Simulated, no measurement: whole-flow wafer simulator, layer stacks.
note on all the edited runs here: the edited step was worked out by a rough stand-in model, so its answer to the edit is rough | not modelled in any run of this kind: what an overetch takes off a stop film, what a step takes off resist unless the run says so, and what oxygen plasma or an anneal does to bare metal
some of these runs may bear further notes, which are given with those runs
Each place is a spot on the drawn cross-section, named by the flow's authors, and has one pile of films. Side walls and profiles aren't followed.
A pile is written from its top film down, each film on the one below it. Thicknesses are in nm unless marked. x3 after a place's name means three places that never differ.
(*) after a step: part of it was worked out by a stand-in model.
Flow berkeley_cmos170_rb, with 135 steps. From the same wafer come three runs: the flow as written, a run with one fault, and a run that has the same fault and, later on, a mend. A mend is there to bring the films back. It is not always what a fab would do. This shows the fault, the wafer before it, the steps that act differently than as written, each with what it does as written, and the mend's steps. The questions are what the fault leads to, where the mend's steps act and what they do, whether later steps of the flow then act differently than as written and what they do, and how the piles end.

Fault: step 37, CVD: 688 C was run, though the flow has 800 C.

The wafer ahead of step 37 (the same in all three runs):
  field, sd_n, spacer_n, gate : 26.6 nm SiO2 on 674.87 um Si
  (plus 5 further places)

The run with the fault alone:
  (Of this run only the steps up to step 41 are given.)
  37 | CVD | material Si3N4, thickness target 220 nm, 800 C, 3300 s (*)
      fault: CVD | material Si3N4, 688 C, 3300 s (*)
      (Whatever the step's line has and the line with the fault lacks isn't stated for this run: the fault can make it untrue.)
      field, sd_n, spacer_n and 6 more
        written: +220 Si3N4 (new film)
        fault: +27.5 Si3N4 (new film)
  Later steps of the flow up to step 41 that are run all act as written at every place that is followed.
  The piles after step 41 differ from the flow's at field, sd_n, spacer_n and 6 more by more than 2% or 0.5 nm, whichever is larger.
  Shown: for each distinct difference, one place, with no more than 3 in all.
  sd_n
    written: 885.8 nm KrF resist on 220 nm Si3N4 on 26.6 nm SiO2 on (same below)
    fault: 885.8 nm KrF resist on 27.5 nm Si3N4 on 26.6 nm SiO2 on (same below)
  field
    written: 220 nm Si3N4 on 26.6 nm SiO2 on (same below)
    fault: 27.5 nm Si3N4 on 26.6 nm SiO2 on (same below)

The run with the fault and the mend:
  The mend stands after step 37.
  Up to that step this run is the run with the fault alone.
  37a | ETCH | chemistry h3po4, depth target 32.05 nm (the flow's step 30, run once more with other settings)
      field, sd_n, spacer_n and 6 more
        -27.5 Si3N4 (all of it)
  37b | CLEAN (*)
      alters no film at any place that is followed
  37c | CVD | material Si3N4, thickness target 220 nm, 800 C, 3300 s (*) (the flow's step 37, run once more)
      field, sd_n, spacer_n and 6 more
        +220 Si3N4 (new film)
  Later steps of the flow that are run all act as written at every place that is followed.
  At every place that both follow, the piles at the end match the flow's.
